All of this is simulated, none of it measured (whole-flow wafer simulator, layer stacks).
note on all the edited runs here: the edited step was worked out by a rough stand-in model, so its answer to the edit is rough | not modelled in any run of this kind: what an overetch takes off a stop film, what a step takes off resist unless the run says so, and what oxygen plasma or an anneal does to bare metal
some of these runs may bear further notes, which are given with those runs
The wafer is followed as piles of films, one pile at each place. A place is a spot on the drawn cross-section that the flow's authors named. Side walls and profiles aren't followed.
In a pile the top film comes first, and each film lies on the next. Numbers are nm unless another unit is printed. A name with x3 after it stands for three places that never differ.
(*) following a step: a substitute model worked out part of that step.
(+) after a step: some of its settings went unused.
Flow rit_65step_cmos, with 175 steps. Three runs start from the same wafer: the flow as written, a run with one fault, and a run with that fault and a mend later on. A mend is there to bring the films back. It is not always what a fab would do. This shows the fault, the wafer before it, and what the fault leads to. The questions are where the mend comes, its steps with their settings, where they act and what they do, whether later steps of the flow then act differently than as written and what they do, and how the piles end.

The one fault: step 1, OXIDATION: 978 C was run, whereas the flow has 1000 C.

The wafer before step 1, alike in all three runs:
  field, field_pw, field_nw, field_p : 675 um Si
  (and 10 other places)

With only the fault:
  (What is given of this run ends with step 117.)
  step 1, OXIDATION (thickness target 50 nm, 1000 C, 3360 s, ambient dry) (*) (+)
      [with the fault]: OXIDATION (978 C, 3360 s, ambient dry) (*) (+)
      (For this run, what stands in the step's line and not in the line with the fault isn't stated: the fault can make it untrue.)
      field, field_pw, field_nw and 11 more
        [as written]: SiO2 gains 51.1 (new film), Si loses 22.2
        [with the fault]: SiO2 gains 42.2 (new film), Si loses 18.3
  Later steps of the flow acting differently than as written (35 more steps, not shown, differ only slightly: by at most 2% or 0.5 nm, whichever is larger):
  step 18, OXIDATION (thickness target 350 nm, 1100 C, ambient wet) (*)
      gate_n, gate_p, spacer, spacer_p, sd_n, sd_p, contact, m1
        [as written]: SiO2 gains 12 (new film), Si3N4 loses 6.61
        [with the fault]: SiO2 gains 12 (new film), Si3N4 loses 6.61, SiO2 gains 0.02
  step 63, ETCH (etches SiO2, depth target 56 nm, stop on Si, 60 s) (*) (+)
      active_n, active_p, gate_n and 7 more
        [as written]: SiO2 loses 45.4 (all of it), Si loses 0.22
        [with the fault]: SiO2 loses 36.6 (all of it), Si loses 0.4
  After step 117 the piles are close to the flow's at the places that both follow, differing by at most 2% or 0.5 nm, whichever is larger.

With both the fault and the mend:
  The mend stands after step 2.
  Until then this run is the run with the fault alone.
  step 2a, ETCH (depth target 49 nm, 21.5 C, 54 s)
      field, field_pw, field_nw and 11 more
        SiO2 loses 42.2 (all of it)
  step 2b, CLEAN (chemistry SC2, 75 C, 600 s)
      field, field_pw, field_nw and 11 more
        chemical SiO2 gains 0.4 (new film), Si loses 0.17
  step 2c, OXIDATION (1000 C, 3360 s, ambient dry) (*) (the flow's step 1, run once more with other settings)
      field, field_pw, field_nw and 11 more
        SiO2 gains 51 (new film), chemical SiO2 loses 0.4 (all of it), Si loses 22.3
  Later steps of the flow acting differently than as written (17 more steps, not shown, differ only slightly: by at most 2% or 0.5 nm, whichever is larger):
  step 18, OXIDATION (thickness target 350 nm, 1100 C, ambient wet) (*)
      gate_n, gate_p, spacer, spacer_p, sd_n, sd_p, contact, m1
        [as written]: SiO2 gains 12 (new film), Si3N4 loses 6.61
        [with the mend]: SiO2 gains 12 (new film), Si3N4 loses 6.61, SiO2 gains 0.03
  At the end the piles are close to the flow's at the places that both follow, differing by at most 2% or 0.5 nm, whichever is larger.
